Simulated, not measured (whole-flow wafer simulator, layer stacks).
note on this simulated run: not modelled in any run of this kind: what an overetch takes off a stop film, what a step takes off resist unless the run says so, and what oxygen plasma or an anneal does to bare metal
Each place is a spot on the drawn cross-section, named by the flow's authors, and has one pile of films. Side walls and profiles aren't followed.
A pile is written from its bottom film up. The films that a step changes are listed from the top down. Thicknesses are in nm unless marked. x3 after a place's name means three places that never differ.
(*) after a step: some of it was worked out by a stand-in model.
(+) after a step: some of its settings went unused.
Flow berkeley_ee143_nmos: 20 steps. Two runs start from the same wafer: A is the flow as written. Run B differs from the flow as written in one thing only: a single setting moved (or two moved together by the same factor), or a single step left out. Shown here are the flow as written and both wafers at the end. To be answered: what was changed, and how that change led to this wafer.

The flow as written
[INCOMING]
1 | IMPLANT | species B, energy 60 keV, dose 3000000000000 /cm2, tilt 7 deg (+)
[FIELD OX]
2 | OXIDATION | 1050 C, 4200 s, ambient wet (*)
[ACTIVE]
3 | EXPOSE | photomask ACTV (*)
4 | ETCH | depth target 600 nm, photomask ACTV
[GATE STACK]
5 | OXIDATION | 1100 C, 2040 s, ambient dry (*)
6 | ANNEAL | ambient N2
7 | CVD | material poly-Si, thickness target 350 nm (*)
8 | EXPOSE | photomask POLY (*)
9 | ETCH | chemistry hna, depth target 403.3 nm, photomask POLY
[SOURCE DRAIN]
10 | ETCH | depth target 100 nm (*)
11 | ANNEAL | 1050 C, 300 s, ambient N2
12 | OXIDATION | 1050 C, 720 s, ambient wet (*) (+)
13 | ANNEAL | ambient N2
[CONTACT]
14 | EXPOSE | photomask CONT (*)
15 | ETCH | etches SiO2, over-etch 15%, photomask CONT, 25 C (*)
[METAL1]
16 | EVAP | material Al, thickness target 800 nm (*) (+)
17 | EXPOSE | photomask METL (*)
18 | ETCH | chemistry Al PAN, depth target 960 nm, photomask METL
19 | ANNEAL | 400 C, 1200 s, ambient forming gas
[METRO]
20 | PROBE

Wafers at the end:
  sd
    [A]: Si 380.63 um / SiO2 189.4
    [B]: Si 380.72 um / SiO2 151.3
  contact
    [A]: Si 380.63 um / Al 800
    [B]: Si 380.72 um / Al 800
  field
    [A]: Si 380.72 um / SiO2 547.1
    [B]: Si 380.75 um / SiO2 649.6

The reason: step 9, ETCH: depth target 318.5 nm was run, while the flow as written has depth target 403.3 nm.

Step by step, how the change led to this:
  9 | ETCH | chemistry hna, depth target 403.3 nm, photomask POLY
      sd, contact, field: A -350 poly-Si (all of it) | B -318.5 poly-Si
  10 | ETCH | depth target 100 nm (*)
      sd, contact: A -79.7 SiO2 (all of it) | B nothing
      field: A -100 SiO2 | B nothing
  12 | OXIDATION | 1050 C, 720 s, ambient wet (*) (+)
      sd, contact: A +189.4 SiO2 (new film), -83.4 Si | B -31.5 poly-Si (all of it), +71.6 SiO2
      field: A +69.1 SiO2, -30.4 Si | B -31.5 poly-Si (all of it), +71.6 SiO2
  15 | ETCH | etches SiO2, over-etch 15%, photomask CONT, 25 C (*)
      contact: A -189.4 SiO2 (all of it) | B -151.3 SiO2 (all of it)
